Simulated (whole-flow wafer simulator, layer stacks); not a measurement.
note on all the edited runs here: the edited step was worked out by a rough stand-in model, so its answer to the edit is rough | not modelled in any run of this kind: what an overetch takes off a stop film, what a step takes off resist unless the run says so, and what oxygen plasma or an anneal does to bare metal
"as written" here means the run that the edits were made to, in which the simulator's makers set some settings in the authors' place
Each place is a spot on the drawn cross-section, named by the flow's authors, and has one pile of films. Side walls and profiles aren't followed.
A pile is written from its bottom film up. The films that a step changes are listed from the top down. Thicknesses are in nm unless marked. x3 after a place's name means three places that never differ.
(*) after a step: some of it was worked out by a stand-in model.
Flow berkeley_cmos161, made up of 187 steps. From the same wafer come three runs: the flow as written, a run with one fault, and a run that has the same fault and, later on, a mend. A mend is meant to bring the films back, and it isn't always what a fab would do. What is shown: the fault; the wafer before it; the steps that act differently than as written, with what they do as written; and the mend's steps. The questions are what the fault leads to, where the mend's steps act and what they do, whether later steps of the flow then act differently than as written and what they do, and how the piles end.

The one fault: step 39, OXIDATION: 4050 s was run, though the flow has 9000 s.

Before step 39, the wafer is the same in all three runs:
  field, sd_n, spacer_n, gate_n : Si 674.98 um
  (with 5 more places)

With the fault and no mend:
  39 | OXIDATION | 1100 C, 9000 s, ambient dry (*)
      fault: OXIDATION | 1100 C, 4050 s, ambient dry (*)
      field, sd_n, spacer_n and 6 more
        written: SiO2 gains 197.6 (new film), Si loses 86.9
        fault: SiO2 gains 120.9 (new film), Si loses 53.2
  Steps later in the flow that act otherwise than as written:
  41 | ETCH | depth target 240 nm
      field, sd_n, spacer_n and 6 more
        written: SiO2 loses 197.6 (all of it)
        fault: SiO2 loses 120.9 (all of it)
  When the end is reached, the piles differ only a little from the flow's at the places that both follow, at most by 2% or 0.5 nm, whichever is larger.

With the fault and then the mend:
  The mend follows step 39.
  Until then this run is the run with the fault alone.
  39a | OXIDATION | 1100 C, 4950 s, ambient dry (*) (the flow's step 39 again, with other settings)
      field, sd_n, spacer_n and 6 more
        SiO2 gains 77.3, Si loses 34
  Every later step of the flow that is run acts as written, at every place that is followed, to within 2% or 0.5 nm, whichever is larger.
  When the end is reached, the piles differ only a little from the flow's at the places that both follow, at most by 2% or 0.5 nm, whichever is larger.
